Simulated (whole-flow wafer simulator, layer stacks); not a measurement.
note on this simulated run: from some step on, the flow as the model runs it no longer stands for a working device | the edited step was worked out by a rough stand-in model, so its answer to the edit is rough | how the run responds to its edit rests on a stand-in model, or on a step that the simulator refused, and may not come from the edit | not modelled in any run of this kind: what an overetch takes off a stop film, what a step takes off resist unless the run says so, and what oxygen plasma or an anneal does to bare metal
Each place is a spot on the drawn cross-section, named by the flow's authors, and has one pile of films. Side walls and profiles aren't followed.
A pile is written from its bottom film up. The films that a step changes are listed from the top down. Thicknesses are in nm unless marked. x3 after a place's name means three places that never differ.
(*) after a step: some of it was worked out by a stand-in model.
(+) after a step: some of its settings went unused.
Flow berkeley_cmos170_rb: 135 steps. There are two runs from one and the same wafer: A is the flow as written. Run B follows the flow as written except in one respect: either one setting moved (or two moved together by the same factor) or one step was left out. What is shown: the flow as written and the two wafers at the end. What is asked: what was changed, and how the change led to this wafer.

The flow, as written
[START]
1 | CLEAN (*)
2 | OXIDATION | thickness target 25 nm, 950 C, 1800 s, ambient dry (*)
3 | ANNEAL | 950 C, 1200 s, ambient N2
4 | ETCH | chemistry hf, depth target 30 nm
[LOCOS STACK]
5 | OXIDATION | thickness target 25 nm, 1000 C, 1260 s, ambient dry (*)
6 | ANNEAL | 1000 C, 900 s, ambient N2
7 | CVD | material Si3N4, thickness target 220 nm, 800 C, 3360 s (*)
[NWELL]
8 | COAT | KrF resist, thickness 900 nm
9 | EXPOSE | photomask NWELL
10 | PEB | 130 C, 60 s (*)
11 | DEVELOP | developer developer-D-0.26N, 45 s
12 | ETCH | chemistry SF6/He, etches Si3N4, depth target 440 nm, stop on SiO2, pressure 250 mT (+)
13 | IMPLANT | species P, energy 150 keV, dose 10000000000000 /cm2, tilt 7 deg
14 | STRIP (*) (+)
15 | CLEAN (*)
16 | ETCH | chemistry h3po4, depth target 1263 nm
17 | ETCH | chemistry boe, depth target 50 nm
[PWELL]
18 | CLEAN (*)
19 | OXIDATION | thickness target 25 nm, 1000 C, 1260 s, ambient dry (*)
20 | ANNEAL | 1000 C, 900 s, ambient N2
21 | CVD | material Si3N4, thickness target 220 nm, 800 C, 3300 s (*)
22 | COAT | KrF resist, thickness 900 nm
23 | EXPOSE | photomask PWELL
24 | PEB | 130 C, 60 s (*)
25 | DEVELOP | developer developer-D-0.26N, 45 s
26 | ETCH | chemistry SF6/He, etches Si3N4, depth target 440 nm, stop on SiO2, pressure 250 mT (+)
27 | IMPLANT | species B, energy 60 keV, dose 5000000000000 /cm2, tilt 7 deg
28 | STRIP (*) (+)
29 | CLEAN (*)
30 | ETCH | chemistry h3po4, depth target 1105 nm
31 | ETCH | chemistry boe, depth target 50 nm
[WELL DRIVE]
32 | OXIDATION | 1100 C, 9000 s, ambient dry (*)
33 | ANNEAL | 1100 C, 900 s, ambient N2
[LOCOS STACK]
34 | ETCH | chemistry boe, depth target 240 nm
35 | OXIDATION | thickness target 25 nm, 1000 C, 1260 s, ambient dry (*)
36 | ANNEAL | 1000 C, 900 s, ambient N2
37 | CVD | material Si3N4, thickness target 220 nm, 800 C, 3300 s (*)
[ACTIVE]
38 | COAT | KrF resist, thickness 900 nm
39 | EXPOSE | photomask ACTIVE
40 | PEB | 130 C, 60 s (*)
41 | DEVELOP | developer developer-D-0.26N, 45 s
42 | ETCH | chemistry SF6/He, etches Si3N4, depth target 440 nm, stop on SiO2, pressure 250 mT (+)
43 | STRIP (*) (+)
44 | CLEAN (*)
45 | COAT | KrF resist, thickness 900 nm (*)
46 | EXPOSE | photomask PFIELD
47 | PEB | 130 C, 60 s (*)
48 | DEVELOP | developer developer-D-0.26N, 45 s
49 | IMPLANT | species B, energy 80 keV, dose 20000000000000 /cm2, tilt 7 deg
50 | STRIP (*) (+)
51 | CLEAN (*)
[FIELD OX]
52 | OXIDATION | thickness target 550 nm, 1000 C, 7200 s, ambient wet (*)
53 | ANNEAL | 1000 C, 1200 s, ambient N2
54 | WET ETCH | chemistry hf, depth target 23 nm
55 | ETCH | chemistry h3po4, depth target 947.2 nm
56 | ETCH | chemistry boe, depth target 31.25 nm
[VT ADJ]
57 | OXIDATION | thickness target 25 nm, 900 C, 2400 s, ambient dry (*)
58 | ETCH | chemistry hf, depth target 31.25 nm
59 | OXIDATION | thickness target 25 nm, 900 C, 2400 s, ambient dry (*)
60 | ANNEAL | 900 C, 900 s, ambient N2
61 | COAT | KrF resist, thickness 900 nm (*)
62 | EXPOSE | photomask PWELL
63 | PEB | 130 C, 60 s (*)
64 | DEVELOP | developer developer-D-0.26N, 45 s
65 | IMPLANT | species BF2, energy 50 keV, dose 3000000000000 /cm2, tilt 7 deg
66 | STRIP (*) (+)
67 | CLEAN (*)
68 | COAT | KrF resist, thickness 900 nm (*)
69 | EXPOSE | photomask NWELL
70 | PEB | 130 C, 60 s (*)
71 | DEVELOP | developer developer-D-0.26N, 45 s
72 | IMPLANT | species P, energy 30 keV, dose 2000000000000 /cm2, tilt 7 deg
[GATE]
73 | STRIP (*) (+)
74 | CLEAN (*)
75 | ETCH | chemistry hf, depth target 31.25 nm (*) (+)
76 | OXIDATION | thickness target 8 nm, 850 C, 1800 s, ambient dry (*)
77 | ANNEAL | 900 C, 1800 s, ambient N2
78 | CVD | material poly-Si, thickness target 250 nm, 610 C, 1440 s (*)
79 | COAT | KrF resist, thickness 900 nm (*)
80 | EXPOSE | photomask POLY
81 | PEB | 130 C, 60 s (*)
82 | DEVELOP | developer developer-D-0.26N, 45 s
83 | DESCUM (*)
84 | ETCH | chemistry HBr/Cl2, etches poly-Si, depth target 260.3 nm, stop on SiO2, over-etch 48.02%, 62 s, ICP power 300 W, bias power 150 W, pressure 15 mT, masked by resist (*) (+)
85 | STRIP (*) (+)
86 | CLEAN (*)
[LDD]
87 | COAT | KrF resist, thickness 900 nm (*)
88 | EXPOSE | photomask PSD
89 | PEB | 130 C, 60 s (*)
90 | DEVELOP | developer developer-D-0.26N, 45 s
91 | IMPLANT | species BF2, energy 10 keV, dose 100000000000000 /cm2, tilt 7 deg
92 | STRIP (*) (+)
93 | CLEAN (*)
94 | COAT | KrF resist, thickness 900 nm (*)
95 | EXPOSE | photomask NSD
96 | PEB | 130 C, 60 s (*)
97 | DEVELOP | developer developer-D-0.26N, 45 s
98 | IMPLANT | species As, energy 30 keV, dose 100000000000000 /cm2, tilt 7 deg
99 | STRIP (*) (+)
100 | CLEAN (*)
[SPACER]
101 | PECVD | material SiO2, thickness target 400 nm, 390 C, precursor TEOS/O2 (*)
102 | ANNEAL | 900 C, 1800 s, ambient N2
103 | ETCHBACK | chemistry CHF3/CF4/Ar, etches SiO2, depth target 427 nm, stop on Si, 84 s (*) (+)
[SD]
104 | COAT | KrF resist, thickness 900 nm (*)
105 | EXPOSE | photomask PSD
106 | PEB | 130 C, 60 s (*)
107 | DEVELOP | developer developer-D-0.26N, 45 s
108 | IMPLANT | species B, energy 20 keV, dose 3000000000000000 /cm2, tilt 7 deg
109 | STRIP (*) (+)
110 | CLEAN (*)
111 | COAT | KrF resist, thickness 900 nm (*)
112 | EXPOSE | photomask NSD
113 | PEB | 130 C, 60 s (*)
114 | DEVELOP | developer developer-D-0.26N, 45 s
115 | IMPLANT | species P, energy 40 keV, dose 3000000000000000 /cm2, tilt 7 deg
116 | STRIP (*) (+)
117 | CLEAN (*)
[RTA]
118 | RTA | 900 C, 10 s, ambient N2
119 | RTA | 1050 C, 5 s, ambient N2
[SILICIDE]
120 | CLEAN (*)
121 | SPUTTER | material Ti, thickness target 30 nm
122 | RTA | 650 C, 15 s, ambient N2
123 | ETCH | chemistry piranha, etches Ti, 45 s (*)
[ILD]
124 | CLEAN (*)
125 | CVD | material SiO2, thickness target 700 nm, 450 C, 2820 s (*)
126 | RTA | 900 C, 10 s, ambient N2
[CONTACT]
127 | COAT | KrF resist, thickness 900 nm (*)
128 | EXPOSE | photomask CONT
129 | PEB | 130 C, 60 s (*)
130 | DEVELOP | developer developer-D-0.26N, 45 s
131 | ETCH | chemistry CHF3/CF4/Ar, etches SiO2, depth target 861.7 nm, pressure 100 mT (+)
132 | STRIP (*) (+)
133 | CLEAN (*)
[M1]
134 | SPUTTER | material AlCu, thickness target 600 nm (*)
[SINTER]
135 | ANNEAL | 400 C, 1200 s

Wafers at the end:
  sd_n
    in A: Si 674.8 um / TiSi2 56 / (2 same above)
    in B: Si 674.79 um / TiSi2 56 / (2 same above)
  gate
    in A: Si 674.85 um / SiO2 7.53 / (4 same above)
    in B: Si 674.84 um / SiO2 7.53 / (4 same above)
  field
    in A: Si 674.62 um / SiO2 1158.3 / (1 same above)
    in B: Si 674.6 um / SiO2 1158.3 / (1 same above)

What caused this: step 19, OXIDATION: 1100 C was run, though the flow has 1000 C.

The path from the change to this, step by step:
  19 | OXIDATION | thickness target 25 nm, 1000 C, 1260 s, ambient dry (*)
      field, sd_n, spacer_n and 6 more: A SiO2 gains 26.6 (new film), Si loses 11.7 | B SiO2 gains 59.7 (new film), Si loses 26.3
  31 | ETCH | chemistry boe, depth target 50 nm
      field, sd_n, spacer_n and 6 more: A SiO2 loses 26.6 (all of it) | B SiO2 loses 50
  32 | OXIDATION | 1100 C, 9000 s, ambient dry (*)
      field, sd_n, spacer_n and 6 more: A SiO2 gains 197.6 (new film), Si loses 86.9 | B SiO2 gains 189.8, Si loses 83.5
